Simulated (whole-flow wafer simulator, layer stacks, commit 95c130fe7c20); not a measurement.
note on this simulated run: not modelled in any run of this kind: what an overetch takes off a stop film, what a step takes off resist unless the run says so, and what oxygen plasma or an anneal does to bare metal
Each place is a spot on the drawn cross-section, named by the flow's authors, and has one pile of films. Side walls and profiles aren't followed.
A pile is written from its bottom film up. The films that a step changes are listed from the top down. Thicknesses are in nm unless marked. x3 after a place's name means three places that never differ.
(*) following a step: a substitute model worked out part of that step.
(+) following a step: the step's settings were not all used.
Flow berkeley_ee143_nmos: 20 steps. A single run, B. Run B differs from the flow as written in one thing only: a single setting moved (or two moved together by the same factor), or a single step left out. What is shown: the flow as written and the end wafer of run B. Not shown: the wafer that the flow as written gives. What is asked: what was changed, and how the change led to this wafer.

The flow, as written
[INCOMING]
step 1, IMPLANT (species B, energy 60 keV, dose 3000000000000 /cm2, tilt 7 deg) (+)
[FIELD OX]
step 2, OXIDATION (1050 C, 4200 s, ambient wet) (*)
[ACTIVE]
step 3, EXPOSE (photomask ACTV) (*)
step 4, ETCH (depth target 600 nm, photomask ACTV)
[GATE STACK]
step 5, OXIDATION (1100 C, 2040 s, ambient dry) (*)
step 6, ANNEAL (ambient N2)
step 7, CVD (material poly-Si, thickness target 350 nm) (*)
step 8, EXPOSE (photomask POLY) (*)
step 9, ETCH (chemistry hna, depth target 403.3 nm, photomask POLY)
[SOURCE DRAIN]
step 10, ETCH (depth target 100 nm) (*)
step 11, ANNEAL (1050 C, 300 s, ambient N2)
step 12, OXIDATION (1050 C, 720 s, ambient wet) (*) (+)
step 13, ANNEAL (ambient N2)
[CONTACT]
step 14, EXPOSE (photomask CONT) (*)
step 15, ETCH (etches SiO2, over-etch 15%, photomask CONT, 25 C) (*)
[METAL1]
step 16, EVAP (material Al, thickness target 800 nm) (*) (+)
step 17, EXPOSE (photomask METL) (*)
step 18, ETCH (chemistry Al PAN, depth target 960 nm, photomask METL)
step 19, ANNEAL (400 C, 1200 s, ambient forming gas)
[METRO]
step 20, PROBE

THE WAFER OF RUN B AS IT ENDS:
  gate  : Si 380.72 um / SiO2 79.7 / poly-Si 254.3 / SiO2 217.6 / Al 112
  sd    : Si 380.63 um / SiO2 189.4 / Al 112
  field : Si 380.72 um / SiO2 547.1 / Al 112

The reason: step 18, ETCH: depth target 688 nm was run, while the flow as written has depth target 960 nm.

The path from the change to this, step by step:
  step 18, ETCH (chemistry Al PAN, depth target 960 nm, photomask METL)
      gate, sd, field: -688 Al (in the flow as written it would be: -800 Al (all of it))
Taking metal films that touch as one body, gate has 1 body; the flow as written gives 0 bodies.
Taking metal films that touch as one body, sd has 1 body; the flow as written gives 0 bodies.
Taking metal films that touch as one body, field has 1 body; the flow as written gives 0 bodies.
